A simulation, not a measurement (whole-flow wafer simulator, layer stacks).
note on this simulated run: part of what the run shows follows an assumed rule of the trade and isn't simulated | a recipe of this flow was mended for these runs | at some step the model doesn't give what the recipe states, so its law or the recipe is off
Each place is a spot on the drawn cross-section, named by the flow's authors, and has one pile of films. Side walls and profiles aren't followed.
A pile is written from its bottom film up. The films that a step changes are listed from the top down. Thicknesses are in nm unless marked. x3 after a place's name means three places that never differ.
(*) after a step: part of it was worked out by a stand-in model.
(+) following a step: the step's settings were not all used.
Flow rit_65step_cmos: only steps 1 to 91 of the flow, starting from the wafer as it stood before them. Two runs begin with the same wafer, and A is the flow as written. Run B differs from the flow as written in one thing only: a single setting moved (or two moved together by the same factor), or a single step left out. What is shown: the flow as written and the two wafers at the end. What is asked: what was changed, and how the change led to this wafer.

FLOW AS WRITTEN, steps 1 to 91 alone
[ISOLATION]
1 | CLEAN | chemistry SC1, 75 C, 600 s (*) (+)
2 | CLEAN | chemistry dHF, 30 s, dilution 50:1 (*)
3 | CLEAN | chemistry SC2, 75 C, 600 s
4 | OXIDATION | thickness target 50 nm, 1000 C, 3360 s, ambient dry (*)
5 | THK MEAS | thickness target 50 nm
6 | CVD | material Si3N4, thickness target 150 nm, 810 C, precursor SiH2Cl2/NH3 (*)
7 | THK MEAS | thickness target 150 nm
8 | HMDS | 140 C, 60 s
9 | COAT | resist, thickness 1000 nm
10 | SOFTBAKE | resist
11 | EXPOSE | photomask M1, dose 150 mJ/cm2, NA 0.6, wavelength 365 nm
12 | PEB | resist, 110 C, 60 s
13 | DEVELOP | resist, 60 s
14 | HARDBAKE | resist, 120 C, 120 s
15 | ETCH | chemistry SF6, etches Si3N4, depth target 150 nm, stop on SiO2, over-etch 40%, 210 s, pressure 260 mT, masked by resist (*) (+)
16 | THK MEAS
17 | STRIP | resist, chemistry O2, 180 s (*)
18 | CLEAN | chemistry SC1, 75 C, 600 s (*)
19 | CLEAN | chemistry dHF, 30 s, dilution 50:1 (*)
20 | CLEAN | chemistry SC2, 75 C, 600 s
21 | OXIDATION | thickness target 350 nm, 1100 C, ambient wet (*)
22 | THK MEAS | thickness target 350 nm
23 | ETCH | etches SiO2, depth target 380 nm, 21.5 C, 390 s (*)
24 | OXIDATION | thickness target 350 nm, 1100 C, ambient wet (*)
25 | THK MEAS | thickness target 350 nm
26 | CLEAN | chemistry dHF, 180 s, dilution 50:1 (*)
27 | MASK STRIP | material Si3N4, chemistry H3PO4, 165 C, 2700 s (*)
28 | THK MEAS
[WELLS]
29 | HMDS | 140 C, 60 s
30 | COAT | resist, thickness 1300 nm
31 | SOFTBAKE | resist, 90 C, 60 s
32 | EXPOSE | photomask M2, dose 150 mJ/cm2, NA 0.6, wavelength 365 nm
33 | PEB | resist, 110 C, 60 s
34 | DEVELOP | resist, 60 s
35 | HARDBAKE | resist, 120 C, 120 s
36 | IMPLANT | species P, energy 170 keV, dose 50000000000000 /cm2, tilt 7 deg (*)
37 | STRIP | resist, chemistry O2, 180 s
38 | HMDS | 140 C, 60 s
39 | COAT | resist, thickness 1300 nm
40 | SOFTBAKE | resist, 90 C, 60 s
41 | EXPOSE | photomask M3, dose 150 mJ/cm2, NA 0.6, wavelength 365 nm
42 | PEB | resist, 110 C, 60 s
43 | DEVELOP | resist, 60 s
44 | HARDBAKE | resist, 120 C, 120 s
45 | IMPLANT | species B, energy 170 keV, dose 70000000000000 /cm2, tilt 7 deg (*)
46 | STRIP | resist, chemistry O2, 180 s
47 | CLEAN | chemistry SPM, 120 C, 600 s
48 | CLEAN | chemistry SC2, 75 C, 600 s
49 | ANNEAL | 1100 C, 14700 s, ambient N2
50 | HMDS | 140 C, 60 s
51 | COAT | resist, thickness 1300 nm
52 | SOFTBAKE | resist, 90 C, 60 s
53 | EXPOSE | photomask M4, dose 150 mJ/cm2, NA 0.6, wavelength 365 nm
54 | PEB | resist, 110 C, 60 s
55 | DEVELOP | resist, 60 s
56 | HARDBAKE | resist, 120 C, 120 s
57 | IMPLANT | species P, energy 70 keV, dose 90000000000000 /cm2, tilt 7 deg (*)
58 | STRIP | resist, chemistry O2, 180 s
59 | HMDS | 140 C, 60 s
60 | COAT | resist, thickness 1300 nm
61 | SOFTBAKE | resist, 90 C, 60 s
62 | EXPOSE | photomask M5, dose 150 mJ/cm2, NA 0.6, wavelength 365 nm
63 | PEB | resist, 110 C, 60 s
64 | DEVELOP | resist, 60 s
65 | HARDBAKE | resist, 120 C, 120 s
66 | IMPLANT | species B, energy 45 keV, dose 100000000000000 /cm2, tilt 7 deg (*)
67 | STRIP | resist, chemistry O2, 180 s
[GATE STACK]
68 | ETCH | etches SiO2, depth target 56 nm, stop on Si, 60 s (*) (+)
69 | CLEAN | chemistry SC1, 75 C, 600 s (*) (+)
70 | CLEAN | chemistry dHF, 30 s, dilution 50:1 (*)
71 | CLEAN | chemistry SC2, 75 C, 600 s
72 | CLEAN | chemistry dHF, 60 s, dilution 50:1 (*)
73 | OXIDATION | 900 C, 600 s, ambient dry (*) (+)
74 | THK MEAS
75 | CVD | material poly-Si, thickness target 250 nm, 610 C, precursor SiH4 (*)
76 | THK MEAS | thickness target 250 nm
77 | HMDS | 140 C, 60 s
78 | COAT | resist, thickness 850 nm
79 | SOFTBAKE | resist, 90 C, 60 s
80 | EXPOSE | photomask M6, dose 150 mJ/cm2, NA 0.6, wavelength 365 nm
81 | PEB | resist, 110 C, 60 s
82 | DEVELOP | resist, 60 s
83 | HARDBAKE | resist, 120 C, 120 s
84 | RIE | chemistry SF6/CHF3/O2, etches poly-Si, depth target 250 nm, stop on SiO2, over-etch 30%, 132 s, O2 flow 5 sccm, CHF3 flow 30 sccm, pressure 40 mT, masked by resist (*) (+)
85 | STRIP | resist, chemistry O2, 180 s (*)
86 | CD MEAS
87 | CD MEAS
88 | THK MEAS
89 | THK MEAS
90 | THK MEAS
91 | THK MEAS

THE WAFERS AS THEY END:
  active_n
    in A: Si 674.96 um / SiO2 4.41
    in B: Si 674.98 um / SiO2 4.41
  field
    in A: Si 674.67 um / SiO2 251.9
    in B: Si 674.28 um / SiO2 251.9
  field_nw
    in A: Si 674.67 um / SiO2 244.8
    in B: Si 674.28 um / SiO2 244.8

What caused this: step 4, OXIDATION: thickness target 50 nm, 1000 C, 3360 s, ambient dry (*), was not run.

Step by step, how the change led to this:
  15 | ETCH | chemistry SF6, etches Si3N4, depth target 150 nm, stop on SiO2, over-etch 40%, 210 s, pressure 260 mT, masked by resist (*) (+)
      field, field_pw, field_nw, field_p: A Si3N4 loses 150 (all of it), SiO2 loses 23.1 | B Si3N4 loses 150 (all of it), chemical SiO2 loses 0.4 (all of it), Si loses 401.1
  17 | STRIP | resist, chemistry O2, 180 s (*)
      field, field_pw, field_nw, field_p: A nothing | B chemical SiO2 gains 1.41 (new film), Si loses 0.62
  18 | CLEAN | chemistry SC1, 75 C, 600 s (*)
      field, field_pw, field_nw, field_p: A SiO2 loses 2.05 | B chemical SiO2 loses 0.81, Si loses 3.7
  19 | CLEAN | chemistry dHF, 30 s, dilution 50:1 (*)
      field, field_pw, field_nw, field_p: A SiO2 loses 2.78 | B chemical SiO2 loses 0.6 (all of it)
  21 | OXIDATION | thickness target 350 nm, 1100 C, ambient wet (*)
      gate_n, gate_p, spacer, spacer_p, sd_n, sd_p, contact, m1: A SiO2 gains 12 (new film), Si3N4 loses 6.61, SiO2 gains 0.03 | B SiO2 gains 12 (new film), Si3N4 loses 6.61
      field, field_p: A SiO2 gains 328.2, Si loses 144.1 | B SiO2 gains 350 (new film), chemical SiO2 loses 0.4 (all of it), Si loses 153.8
      (as well as at 2 more places)
  27 | MASK STRIP | material Si3N4, chemistry H3PO4, 165 C, 2700 s (*)
      active_n, active_p, gate_n and 7 more: A Si3N4 loses 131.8 (all of it), SiO2 loses 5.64 | B Si3N4 loses 131.8 (all of it), chemical SiO2 gains 0.1, Si loses 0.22
  30 | COAT | resist, thickness 1300 nm
      field_pw, field_nw: A resist gains 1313 (new film) | B resist gains 1507.7 (new film)
      active_n, active_p: A resist gains 1297.4 (new film) | B resist gains 1255.1 (new film)
      (as well as at 10 more places)
  33 | PEB | resist, 110 C, 60 s
      gate_n, gate_p, spacer, spacer_p: A resist loses 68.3 | B resist loses 66.8
      active_n, active_p, sd_p: A resist loses 68.2 | B resist loses 66
      (as well as at 7 more places)
  34 | DEVELOP | resist, 60 s
      field_nw: A resist loses 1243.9 (all of it) | B resist loses 1427.8 (all of it)
      field_p: A resist loses 1246.5 (all of it) | B resist loses 1502.5 (all of it)
      (as well as at 4 more places)
  35 | HARDBAKE | resist, 120 C, 120 s
      spacer, contact, m1: A resist loses 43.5 | B resist loses 42.5
      gate_n, sd_n: A resist loses 43.5 | B resist loses 42.6
      (as well as at 3 more places)
  37 | STRIP | resist, chemistry O2, 180 s
      active_p, gate_p, spacer_p, sd_p: A nothing | B chemical SiO2 gains 0.92, Si loses 0.4
      active_n: A resist loses 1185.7 (all of it) | B resist loses 1147 (all of it), chemical SiO2 gains 0.76, Si loses 0.33
      (as well as at 7 more places)
  39 | COAT | resist, thickness 1300 nm
      field_pw, field_nw: A resist gains 1313 (new film) | B resist gains 1508 (new film)
      active_n, sd_p: A resist gains 1297.4 (new film) | B resist gains 1255.1 (new film)
      (as well as at 10 more places)
  42 | PEB | resist, 110 C, 60 s
      gate_n, gate_p, spacer, spacer_p: A resist loses 68.3 | B resist loses 66.8
      active_n, active_p, sd_p: A resist loses 68.2 | B resist loses 66
      (as well as at 7 more places)
  43 | DEVELOP | resist, 60 s
      field: A resist loses 1246.5 (all of it) | B resist loses 1503.6 (all of it)
      field_pw: A resist loses 1243.9 (all of it) | B resist loses 1428 (all of it)
      (as well as at 6 more places)
  44 | HARDBAKE | resist, 120 C, 120 s
      active_p, sd_p: A resist loses 43.5 | B resist loses 42.1
      gate_p, spacer_p: A resist loses 43.5 | B resist loses 42.5
      (as well as at 2 more places)
  46 | STRIP | resist, chemistry O2, 180 s
      active_p: A resist loses 1185.7 (all of it) | B resist loses 1147 (all of it), chemical SiO2 gains 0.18, Si loses 0.08
      gate_p: A resist loses 1186.4 (all of it) | B resist loses 1160 (all of it), chemical SiO2 gains 0.18, Si loses 0.08
      (as well as at 4 more places)
  ... 15 other steps ...
  85 | STRIP | resist, chemistry O2, 180 s (*)
      gate_n, gate_p: A chemical SiO2 gains 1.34 (new film), resist loses 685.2 (all of it), poly-Si loses 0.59 | B chemical SiO2 gains 1.34 (new film), resist loses 661.2 (all of it), poly-Si loses 0.59
